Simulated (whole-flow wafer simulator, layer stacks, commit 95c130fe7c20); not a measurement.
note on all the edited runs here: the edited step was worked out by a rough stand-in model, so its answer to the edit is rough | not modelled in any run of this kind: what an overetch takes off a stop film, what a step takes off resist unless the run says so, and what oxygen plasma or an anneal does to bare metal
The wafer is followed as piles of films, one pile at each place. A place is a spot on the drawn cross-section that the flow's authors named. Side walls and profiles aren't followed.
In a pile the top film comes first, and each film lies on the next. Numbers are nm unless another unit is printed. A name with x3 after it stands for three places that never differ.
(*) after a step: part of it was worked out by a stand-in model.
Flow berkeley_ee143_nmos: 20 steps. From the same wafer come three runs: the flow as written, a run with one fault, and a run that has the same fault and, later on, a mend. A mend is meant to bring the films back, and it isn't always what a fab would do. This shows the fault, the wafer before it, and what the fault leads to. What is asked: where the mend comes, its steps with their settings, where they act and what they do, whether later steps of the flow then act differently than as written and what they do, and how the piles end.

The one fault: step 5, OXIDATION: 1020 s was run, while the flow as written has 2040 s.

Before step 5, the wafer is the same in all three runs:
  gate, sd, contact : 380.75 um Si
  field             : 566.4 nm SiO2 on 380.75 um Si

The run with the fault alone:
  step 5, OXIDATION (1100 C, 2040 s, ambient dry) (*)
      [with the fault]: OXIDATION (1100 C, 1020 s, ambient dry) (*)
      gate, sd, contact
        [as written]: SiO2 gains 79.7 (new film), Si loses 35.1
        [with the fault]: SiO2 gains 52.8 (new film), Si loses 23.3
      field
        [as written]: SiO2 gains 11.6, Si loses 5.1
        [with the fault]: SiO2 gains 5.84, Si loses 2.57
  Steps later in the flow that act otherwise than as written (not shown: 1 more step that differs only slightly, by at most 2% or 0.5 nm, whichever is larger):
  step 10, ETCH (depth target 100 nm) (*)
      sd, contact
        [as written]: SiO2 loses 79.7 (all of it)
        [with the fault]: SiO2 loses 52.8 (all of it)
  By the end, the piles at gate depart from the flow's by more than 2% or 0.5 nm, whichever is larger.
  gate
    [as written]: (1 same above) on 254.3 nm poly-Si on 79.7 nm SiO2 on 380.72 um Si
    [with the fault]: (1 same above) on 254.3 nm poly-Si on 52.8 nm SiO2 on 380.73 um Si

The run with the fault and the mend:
  The mend stands after step 5.
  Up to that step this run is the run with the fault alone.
  step 5a, OXIDATION (1100 C, 1020 s, ambient dry) (*) (the flow's step 5, run once more with other settings)
      gate, sd, contact
        SiO2 gains 26.9, Si loses 11.8
      field
        SiO2 gains 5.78, Si loses 2.54
  Every later step of the flow that is run acts as written, at every place that is followed, to within 2% or 0.5 nm, whichever is larger.
  At the end the piles are close to the flow's at the places that both follow, differing by at most 2% or 0.5 nm, whichever is larger.
